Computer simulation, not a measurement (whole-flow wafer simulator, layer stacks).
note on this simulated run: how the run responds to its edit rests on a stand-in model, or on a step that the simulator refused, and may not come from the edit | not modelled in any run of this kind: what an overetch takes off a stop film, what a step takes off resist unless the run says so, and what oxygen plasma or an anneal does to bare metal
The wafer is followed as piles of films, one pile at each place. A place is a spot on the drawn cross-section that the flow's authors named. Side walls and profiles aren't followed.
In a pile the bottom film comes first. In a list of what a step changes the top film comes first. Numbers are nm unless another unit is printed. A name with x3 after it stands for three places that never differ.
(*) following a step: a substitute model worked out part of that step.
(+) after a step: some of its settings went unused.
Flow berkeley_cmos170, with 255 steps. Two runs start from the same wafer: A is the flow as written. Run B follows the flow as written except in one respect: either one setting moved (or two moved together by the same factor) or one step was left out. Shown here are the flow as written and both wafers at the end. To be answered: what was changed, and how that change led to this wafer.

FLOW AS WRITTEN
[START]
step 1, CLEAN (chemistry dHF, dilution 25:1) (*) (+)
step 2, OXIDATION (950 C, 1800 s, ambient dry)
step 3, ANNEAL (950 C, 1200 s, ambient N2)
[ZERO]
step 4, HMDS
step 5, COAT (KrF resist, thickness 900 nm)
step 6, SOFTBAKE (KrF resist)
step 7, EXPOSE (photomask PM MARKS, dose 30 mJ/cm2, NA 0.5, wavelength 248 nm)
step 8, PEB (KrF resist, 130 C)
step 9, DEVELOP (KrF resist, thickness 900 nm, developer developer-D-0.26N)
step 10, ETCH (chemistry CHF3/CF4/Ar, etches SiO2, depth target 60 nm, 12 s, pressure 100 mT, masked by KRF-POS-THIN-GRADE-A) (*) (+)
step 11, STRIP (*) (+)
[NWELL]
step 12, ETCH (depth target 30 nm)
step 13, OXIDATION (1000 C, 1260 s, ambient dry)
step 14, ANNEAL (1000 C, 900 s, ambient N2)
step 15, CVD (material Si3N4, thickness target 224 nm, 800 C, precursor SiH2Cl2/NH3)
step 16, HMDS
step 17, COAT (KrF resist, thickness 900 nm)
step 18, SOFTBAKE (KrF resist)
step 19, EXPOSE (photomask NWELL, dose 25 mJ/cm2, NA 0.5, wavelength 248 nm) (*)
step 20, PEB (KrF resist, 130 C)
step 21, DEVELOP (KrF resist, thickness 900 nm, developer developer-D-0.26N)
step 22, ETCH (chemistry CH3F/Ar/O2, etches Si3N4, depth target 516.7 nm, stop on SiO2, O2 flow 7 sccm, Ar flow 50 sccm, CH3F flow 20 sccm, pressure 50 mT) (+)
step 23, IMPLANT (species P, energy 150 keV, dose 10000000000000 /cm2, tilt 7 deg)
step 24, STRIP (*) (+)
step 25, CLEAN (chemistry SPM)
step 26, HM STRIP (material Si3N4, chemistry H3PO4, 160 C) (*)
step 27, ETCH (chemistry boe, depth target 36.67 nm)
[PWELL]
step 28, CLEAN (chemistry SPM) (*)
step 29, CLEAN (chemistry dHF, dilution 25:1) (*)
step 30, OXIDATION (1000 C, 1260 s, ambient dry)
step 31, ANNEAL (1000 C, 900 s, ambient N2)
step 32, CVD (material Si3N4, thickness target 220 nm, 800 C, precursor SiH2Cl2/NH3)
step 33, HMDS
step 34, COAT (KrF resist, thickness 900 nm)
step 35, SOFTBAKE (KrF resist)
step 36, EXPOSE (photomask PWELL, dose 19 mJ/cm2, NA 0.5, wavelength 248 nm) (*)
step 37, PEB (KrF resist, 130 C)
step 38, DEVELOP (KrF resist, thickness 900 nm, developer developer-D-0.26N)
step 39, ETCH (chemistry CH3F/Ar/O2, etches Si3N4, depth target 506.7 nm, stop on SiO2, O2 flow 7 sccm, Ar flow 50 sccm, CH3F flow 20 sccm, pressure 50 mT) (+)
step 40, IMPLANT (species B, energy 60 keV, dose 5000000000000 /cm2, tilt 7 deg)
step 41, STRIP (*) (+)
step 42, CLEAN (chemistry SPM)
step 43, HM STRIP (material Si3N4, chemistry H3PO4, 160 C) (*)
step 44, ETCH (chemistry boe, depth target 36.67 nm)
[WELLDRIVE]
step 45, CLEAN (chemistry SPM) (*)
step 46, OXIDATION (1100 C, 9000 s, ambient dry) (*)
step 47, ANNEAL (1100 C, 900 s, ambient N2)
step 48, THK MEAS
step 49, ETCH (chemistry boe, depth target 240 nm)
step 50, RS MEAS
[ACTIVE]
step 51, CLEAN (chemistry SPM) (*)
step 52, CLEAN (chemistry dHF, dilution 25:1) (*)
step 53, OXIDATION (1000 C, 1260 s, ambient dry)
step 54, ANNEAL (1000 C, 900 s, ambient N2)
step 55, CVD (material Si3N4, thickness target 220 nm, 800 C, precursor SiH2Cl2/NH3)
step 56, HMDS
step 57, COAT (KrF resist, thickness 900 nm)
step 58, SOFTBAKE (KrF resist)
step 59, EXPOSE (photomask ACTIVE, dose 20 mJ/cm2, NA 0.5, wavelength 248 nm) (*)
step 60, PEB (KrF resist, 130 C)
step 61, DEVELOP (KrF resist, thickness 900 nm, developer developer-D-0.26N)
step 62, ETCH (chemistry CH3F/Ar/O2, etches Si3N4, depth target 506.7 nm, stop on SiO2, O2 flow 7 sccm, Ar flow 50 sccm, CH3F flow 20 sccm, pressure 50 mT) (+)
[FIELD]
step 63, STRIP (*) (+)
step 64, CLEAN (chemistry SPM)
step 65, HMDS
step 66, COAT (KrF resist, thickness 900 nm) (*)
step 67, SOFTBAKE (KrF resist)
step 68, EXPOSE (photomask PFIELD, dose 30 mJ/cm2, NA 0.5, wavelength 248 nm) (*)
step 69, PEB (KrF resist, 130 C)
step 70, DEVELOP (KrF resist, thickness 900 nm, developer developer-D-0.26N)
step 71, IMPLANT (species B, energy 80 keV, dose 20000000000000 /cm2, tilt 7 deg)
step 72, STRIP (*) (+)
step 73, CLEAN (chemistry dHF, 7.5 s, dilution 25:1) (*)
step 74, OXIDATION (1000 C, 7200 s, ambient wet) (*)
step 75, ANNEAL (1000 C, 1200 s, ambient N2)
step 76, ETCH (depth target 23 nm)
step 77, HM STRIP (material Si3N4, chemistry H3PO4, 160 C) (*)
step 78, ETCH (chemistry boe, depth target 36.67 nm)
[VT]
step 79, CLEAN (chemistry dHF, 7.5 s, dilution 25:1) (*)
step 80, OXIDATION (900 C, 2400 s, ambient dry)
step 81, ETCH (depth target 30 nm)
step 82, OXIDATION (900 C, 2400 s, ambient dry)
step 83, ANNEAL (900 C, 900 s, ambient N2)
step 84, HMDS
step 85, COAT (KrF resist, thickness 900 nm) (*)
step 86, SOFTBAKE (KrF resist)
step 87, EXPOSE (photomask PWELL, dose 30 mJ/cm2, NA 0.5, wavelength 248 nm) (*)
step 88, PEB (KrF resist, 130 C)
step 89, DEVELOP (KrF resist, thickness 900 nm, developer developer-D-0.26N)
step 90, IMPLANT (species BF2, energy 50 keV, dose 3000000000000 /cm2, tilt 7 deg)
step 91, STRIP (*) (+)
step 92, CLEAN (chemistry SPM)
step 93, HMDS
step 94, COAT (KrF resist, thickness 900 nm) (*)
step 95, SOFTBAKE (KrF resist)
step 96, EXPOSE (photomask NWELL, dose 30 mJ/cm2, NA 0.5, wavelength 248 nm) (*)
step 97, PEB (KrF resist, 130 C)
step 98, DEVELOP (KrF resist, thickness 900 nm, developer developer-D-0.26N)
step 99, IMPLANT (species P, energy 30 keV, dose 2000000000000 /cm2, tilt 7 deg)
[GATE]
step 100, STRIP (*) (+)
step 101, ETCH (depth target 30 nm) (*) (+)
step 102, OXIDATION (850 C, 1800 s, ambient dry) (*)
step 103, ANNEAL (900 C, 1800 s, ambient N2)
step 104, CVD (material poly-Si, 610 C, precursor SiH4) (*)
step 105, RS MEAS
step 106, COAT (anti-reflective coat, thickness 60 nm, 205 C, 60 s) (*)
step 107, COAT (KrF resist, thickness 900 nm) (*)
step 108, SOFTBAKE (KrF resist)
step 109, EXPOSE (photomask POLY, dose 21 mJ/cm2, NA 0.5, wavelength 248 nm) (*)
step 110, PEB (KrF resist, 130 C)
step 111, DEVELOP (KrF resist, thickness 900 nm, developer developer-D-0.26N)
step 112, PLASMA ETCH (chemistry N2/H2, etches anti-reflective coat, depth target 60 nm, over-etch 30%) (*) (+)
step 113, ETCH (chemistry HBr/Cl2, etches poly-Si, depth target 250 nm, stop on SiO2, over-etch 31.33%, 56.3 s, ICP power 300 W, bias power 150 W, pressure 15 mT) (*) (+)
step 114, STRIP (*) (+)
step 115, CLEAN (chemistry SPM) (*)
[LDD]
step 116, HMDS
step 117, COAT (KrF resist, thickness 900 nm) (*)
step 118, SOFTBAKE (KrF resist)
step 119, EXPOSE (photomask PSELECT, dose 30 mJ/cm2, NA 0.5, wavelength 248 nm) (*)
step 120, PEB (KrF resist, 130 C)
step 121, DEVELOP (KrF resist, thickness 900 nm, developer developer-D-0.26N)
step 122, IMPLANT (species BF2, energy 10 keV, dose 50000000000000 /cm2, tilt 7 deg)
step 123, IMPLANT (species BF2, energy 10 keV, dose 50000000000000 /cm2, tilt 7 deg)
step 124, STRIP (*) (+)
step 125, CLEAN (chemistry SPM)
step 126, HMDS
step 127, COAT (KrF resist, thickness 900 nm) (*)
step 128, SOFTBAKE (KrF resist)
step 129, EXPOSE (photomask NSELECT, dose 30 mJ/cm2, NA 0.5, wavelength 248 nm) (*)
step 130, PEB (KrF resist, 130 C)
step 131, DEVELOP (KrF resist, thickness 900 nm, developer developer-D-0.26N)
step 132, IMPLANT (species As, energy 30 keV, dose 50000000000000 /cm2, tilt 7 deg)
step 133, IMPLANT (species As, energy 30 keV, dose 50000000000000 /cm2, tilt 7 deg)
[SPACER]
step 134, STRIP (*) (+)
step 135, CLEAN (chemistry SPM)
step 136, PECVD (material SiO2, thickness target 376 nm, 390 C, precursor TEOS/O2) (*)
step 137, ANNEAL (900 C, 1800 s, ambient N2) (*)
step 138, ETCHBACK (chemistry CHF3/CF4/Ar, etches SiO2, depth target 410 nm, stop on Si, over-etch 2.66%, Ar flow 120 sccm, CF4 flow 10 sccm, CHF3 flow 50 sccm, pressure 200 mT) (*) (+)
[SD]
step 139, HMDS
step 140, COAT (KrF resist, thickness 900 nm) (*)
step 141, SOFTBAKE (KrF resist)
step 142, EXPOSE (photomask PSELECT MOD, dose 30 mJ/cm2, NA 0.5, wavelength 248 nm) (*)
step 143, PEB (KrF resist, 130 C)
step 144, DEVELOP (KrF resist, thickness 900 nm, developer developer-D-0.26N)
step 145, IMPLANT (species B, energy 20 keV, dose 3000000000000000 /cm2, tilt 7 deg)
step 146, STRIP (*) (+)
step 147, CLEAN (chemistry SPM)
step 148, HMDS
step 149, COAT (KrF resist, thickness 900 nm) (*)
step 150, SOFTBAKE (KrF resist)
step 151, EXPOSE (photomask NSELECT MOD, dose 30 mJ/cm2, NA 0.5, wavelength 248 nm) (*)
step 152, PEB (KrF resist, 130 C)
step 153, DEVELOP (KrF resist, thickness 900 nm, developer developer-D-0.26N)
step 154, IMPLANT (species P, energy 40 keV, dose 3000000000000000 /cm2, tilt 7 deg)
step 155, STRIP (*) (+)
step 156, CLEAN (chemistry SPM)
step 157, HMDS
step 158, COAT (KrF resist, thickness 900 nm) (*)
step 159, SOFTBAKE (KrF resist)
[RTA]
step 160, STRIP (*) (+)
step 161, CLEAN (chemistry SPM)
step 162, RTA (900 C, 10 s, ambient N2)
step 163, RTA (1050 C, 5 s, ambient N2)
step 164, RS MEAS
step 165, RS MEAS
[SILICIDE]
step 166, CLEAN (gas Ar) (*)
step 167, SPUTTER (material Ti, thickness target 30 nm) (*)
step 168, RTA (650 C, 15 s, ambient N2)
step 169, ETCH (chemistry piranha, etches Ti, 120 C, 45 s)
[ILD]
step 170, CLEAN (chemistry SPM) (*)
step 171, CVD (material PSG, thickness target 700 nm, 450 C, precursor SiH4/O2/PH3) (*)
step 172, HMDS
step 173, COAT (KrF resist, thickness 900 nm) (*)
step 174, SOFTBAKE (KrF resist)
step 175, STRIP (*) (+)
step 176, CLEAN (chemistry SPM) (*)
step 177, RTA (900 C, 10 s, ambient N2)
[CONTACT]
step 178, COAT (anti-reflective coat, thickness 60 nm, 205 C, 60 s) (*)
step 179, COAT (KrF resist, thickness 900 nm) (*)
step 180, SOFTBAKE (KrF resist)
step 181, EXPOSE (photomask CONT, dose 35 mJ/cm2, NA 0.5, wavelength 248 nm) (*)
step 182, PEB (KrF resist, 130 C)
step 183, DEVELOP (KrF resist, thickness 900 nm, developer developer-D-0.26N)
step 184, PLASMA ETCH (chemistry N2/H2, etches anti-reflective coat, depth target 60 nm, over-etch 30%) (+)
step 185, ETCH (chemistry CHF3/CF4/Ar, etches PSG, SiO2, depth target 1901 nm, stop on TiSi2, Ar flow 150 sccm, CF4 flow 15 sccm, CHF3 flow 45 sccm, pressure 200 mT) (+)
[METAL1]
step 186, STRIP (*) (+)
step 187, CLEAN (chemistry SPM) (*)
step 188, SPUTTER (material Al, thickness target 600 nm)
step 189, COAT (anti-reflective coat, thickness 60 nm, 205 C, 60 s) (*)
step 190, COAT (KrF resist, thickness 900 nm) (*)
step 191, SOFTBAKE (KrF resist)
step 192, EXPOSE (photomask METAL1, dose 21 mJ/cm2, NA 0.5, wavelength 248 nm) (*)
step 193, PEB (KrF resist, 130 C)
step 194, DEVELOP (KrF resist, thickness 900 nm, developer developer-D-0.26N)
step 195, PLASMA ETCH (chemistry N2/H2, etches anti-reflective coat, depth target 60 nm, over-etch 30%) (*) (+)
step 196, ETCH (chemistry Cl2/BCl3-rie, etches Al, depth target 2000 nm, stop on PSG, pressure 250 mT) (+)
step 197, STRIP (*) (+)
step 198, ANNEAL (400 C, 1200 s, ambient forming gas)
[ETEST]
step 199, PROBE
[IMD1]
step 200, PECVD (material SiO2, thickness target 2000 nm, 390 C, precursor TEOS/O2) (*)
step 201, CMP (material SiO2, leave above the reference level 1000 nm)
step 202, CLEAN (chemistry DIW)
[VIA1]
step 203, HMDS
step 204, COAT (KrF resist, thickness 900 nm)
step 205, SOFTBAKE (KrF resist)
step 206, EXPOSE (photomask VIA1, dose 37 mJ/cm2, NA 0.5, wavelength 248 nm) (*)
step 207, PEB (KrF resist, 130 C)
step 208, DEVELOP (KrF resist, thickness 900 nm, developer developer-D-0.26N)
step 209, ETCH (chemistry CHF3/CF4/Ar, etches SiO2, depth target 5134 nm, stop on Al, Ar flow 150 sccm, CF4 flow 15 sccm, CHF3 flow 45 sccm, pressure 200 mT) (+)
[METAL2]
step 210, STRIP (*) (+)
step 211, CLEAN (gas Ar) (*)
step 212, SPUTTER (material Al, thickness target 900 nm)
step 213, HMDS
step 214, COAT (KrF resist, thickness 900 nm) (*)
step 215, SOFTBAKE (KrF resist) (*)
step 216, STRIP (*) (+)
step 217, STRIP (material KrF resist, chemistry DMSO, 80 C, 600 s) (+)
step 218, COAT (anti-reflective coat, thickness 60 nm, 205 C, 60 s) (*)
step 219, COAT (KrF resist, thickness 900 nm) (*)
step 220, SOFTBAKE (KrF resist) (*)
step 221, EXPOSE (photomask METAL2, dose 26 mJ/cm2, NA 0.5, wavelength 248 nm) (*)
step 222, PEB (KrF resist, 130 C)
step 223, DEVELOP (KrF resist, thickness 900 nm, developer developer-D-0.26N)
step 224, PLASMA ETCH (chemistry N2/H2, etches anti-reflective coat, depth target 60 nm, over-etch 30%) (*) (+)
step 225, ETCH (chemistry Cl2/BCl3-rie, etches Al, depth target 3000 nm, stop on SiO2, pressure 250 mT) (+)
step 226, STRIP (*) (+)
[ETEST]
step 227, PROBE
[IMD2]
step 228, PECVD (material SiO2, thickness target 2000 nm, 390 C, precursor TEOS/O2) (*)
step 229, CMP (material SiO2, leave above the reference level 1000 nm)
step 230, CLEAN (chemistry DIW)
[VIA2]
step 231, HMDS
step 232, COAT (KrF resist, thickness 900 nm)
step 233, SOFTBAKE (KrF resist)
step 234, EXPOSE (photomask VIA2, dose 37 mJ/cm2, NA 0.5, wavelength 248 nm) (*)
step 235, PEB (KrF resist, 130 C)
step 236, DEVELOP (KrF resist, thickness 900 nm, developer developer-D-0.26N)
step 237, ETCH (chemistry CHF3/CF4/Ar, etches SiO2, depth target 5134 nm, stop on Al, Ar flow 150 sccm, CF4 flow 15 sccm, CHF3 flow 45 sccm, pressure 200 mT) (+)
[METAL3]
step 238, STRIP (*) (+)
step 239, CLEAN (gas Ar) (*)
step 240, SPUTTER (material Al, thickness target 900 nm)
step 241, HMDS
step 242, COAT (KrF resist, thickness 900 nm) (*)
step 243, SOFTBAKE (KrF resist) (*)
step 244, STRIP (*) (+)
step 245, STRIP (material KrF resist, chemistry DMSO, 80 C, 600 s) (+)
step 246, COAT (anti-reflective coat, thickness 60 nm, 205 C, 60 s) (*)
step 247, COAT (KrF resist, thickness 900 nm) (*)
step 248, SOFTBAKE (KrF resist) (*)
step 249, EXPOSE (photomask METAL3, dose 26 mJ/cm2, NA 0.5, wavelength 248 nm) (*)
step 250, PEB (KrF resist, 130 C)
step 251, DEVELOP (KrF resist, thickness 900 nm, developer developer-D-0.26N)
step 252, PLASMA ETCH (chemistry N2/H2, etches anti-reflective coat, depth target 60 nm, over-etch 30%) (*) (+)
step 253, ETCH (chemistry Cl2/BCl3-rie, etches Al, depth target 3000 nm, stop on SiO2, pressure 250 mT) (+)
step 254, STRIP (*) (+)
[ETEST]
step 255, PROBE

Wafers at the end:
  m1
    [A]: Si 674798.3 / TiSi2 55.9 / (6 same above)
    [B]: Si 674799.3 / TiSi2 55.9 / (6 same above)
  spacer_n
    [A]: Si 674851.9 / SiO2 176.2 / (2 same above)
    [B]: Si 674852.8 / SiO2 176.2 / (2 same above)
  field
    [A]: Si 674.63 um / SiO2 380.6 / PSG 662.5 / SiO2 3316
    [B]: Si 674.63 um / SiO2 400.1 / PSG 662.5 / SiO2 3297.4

Cause: step 78, ETCH: depth target 17.05 nm was run, though the flow has depth target 36.67 nm.

How this came from the change, step by step:
  step 78, ETCH (chemistry boe, depth target 36.67 nm)
      spacer_n, gate_n, spacer_p and 6 more: A -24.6 SiO2 (all of it) | B -17.1 SiO2
      sd_n, sd_p: A -24.6 SiO2 (all of it) | B -17 SiO2
      (as well as at 1 more place)
  step 79, CLEAN (chemistry dHF, 7.5 s, dilution 25:1) (*)
      sd_n, spacer_n, gate_n and 8 more: A nothing | B -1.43 SiO2
  step 80, OXIDATION (900 C, 2400 s, ambient dry)
      spacer_n, gate_n, spacer_p and 6 more: A +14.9 SiO2 (new film), -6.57 Si | B +12.8 SiO2, -5.64 Si
      sd_n, sd_p: A +14.9 SiO2 (new film), -6.57 Si | B +12.8 SiO2, -5.63 Si
  step 81, ETCH (depth target 30 nm)
      sd_n, spacer_n, gate_n and 8 more: A -14.9 SiO2 (all of it) | B -18.9 SiO2 (all of it)
  step 106, COAT (anti-reflective coat, thickness 60 nm, 205 C, 60 s) (*)
      field: A +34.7 anti-reflective coat (new film) | B +35.5 anti-reflective coat (new film)
      sd_n: A +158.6 anti-reflective coat (new film) | B +176.5 anti-reflective coat (new film)
      (as well as at 8 more places)
  step 112, PLASMA ETCH (chemistry N2/H2, etches anti-reflective coat, depth target 60 nm, over-etch 30%) (*) (+)
      field: A -34.7 anti-reflective coat (all of it), -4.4 poly-Si | B -35.5 anti-reflective coat (all of it), -4.97 poly-Si
      sd_n: A -158.6 anti-reflective coat (all of it), -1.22 poly-Si | B -176.5 anti-reflective coat (all of it), -1.36 poly-Si
      (as well as at 8 more places)
  step 114, STRIP (*) (+)
      gate_n: A +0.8 chemical SiO2 (new film), -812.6 KrF resist (all of it), -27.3 anti-reflective coat (all of it), -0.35 poly-Si | B +0.8 chemical SiO2 (new film), -829.6 KrF resist (all of it), -22.9 anti-reflective coat (all of it), -0.35 poly-Si
      gate_p: A +0.8 chemical SiO2 (new film), -782.1 KrF resist (all of it), -29.6 anti-reflective coat (all of it), -0.35 poly-Si | B +0.8 chemical SiO2 (new film), -791.5 KrF resist (all of it), -27.3 anti-reflective coat (all of it), -0.35 poly-Si
  step 178, COAT (anti-reflective coat, thickness 60 nm, 205 C, 60 s) (*)
      sd_n: A +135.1 anti-reflective coat (new film) | B +147.1 anti-reflective coat (new film)
      spacer_n: A +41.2 anti-reflective coat (new film) | B +42.1 anti-reflective coat (new film)
      (as well as at 5 more places)
  step 184, PLASMA ETCH (chemistry N2/H2, etches anti-reflective coat, depth target 60 nm, over-etch 30%) (+)
      contact: A -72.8 anti-reflective coat (all of it), -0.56 PSG | B -74.3 anti-reflective coat (all of it), -0.57 PSG
  step 186, STRIP (*) (+)
      sd_n: A -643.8 KrF resist (all of it), -135.1 anti-reflective coat (all of it) | B -641.7 KrF resist (all of it), -147.1 anti-reflective coat (all of it)
      spacer_n: A -599.1 KrF resist (all of it), -41.2 anti-reflective coat (all of it) | B -608.4 KrF resist (all of it), -42.1 anti-reflective coat (all of it)
      (as well as at 4 more places)
  step 189, COAT (anti-reflective coat, thickness 60 nm, 205 C, 60 s) (*)
      gate_n: A +48 anti-reflective coat (new film) | B +49.2 anti-reflective coat (new film)
      sd_p: A +86.5 anti-reflective coat (new film) | B +89.2 anti-reflective coat (new film)
      (as well as at 2 more places)
  step 195, PLASMA ETCH (chemistry N2/H2, etches anti-reflective coat, depth target 60 nm, over-etch 30%) (*) (+)
      contact, m1, via1, m2, via2: A -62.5 KrF resist | B -64.4 KrF resist
      gate_n: A -48 anti-reflective coat (all of it) | B -49.2 anti-reflective coat (all of it)
      (as well as at 1 more place)
  step 196, ETCH (chemistry Cl2/BCl3-rie, etches Al, depth target 2000 nm, stop on PSG, pressure 250 mT) (+)
      sd_p: A -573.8 Al (all of it), -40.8 PSG | B -566.2 Al (all of it), -41.7 PSG
  step 197, STRIP (*) (+)
      m1: A -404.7 KrF resist (all of it), -63 anti-reflective coat (all of it) | B -408.8 KrF resist (all of it), -61.7 anti-reflective coat (all of it)
      m2: A -412.9 KrF resist (all of it), -61.1 anti-reflective coat (all of it) | B -418.6 KrF resist (all of it), -58.5 anti-reflective coat (all of it)
  step 201, CMP (material SiO2, leave above the reference level 1000 nm)
      field: A -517 SiO2 | B -535.6 SiO2
